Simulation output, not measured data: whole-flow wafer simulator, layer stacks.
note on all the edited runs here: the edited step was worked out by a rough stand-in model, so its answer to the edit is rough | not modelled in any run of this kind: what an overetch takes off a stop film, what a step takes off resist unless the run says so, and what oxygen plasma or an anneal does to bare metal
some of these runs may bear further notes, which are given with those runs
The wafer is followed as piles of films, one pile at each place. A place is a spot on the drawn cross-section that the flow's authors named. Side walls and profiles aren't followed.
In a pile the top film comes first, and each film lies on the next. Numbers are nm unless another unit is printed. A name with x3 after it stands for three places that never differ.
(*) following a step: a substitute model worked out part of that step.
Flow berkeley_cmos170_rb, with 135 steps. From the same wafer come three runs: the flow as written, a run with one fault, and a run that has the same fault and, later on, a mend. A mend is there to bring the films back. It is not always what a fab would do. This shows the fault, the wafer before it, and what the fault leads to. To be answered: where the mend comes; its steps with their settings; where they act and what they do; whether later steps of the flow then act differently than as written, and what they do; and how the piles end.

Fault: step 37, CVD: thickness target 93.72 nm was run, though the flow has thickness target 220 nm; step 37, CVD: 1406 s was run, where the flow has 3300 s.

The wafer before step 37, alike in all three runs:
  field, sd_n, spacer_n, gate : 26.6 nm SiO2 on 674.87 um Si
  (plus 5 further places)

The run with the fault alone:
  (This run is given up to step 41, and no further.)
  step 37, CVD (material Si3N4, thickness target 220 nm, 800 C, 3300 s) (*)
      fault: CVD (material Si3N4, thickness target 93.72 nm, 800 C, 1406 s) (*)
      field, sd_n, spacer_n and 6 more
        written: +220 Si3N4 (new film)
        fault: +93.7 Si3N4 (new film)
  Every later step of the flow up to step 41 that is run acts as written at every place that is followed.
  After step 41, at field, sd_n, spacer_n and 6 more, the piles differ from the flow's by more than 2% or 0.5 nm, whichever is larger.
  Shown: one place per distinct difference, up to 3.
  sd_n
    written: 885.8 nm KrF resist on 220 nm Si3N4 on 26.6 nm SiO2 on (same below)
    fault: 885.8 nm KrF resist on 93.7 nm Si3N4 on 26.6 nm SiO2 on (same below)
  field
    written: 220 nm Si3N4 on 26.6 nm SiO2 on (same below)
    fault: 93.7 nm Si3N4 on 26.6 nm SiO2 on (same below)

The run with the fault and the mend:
  The mend follows step 37.
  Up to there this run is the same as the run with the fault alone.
  step 37a, ETCH (chemistry h3po4, depth target 108.3 nm) (the flow's step 30, run once more with other settings)
      field, sd_n, spacer_n and 6 more
        -93.7 Si3N4 (all of it)
  step 37b, CLEAN (*)
      does not change any film at any place that is followed
  step 37c, CVD (material Si3N4, thickness target 220 nm, 800 C, 3300 s) (*) (the flow's step 37, run once more)
      field, sd_n, spacer_n and 6 more
        +220 Si3N4 (new film)
  Every later step of the flow that is run acts as written at every place that is followed.
  The piles end the same as the flow's at every place that both follow.
